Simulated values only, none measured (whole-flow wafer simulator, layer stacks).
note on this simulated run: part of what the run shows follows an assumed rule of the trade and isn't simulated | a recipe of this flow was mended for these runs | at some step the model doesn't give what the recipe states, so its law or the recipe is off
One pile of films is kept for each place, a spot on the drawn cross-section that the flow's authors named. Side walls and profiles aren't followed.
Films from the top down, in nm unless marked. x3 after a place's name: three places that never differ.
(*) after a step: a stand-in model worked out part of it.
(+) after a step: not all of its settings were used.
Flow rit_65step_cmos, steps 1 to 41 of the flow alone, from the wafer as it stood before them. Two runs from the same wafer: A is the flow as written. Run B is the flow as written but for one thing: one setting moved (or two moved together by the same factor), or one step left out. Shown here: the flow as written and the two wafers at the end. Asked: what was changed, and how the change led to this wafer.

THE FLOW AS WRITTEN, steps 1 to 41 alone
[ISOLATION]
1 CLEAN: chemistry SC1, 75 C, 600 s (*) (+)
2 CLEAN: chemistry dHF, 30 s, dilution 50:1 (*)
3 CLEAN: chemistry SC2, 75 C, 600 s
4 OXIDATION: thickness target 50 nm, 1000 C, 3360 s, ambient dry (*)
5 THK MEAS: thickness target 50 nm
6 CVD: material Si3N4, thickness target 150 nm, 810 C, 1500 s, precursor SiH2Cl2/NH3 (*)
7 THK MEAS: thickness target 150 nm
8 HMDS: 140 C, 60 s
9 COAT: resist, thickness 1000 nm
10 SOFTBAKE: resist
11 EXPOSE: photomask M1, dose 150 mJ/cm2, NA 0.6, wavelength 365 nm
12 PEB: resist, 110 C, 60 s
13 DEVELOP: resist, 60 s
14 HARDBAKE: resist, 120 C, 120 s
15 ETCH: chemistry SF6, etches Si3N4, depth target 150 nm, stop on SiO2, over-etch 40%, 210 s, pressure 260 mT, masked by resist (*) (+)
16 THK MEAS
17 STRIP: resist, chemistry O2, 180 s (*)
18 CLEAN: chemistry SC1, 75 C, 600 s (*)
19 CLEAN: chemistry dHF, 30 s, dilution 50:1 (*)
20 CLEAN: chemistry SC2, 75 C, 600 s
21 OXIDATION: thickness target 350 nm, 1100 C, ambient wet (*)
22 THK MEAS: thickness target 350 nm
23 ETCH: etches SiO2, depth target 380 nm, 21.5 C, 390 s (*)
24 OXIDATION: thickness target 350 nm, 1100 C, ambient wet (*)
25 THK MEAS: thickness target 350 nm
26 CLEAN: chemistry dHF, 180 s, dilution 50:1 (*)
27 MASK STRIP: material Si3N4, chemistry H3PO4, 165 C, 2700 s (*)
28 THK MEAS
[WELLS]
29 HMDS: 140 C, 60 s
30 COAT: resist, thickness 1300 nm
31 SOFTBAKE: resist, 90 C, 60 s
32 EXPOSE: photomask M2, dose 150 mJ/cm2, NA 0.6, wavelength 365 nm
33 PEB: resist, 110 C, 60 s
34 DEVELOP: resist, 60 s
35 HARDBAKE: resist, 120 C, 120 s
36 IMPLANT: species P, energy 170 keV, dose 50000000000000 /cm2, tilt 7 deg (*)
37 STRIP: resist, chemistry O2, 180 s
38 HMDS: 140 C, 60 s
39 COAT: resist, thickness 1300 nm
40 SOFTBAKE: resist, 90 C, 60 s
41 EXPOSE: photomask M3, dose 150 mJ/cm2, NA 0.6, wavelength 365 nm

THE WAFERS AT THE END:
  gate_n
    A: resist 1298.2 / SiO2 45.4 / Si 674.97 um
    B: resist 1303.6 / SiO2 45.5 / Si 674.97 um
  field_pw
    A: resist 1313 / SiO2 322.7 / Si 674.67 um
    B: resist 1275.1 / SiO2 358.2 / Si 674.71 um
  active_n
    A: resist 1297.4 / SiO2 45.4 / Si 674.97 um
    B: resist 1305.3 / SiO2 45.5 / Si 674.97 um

The cause: step 23, ETCH: depth target 243 nm was run, where the flow has depth target 380 nm; step 23, ETCH: 250 s was run, where the flow has 390 s.

How the change led to this, step by step:
  23 ETCH: etches SiO2, depth target 380 nm, 21.5 C, 390 s (*)
      field, field_p: A SiO2 -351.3 (all of it), Si -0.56 | B SiO2 -244.2
      field_pw, field_nw: A SiO2 -355.4 (all of it), Si -0.49 | B SiO2 -244.2
      (and at 10 more places)
  24 OXIDATION: thickness target 350 nm, 1100 C, ambient wet (*)
      field, field_p: A SiO2 +350 (new film), Si -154 | B SiO2 +276.7, Si -121.8
      field_pw, field_nw: A SiO2 +350 (new film), Si -154 | B SiO2 +274.4, Si -120.7
  30 COAT: resist, thickness 1300 nm
      field_pw, field_nw: A resist +1313 (new film) | B resist +1275.1 (new film)
      field: A resist +1315.7 (new film) | B resist +1266.8 (new film)
      (and at 1 more place)
  33 PEB: resist, 110 C, 60 s
      field, field_p: A resist -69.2 | B resist -66.6
      field_pw, field_nw: A resist -69.1 | B resist -67.1
  34 DEVELOP: resist, 60 s
      field_nw: A resist -1243.9 (all of it) | B resist -1208 (all of it)
      field_p: A resist -1246.5 (all of it) | B resist -1200.3 (all of it)
  35 HARDBAKE: resist, 120 C, 120 s
      field: A resist -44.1 | B resist -42.5
      field_pw: A resist -44 | B resist -42.7
  37 STRIP: resist, chemistry O2, 180 s
      field: A resist -1202.4 (all of it) | B resist -1157.7 (all of it)
      field_pw: A resist -1199.9 (all of it) | B resist -1165.2 (all of it)
  39 COAT: resist, thickness 1300 nm
      field_pw, field_nw: A resist +1313 (new film) | B resist +1275.1 (new film)
      field: A resist +1315.7 (new film) | B resist +1266.8 (new film)
      (and at 1 more place)
